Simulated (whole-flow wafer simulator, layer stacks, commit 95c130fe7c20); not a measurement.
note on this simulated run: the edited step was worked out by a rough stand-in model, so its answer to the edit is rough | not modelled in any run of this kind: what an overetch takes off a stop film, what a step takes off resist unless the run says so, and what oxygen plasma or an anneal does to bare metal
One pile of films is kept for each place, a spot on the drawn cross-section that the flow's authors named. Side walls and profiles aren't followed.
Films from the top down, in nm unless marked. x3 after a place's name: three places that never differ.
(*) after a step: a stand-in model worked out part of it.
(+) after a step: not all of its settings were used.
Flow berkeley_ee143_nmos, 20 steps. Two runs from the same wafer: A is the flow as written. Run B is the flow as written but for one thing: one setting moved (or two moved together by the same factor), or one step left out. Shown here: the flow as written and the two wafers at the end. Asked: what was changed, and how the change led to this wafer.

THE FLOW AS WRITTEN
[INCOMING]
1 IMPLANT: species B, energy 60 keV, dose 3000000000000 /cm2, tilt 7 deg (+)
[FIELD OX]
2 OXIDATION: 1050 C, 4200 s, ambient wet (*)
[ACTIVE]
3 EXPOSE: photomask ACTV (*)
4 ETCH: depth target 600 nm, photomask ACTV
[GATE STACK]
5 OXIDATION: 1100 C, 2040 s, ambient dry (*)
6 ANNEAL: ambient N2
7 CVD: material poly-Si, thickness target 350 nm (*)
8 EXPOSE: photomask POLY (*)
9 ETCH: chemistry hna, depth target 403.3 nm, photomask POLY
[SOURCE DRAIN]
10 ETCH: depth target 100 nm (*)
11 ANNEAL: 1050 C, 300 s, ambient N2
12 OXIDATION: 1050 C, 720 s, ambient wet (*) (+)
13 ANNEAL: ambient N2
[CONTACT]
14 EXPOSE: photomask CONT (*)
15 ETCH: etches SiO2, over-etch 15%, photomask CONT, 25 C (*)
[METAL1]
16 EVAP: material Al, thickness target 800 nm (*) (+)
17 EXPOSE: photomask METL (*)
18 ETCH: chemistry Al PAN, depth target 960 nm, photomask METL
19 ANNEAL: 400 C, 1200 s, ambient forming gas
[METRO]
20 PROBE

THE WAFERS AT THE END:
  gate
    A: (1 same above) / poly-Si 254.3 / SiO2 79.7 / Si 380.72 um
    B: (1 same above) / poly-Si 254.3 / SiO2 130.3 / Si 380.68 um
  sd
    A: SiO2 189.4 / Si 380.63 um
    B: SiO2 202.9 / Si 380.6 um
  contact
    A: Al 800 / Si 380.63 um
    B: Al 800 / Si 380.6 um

The cause: step 2, OXIDATION: 5880 s was run, where the flow has 4200 s.

How the change led to this, step by step:
  2 OXIDATION: 1050 C, 4200 s, ambient wet (*)
      gate, sd, contact, field: A SiO2 +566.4 (new film), chemical SiO2 -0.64 (all of it), Si -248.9 | B SiO2 +690.4 (new film), chemical SiO2 -0.64 (all of it), Si -303.5
  4 ETCH: depth target 600 nm, photomask ACTV
      gate, sd, contact: A SiO2 -566.4 (all of it) | B SiO2 -600
  5 OXIDATION: 1100 C, 2040 s, ambient dry (*)
      gate, sd, contact: A SiO2 +79.7 (new film), Si -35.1 | B SiO2 +39.9, Si -17.5
      field: A SiO2 +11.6, Si -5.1 | B SiO2 +9.76, Si -4.29
  10 ETCH: depth target 100 nm (*)
      sd, contact: A SiO2 -79.7 (all of it) | B SiO2 -100
  12 OXIDATION: 1050 C, 720 s, ambient wet (*) (+)
      sd, contact: A SiO2 +189.4 (new film), Si -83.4 | B SiO2 +172.6, Si -76
      field: A SiO2 +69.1, Si -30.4 | B SiO2 +58.7, Si -25.8
  15 ETCH: etches SiO2, over-etch 15%, photomask CONT, 25 C (*)
      contact: A SiO2 -189.4 (all of it) | B SiO2 -202.9 (all of it)
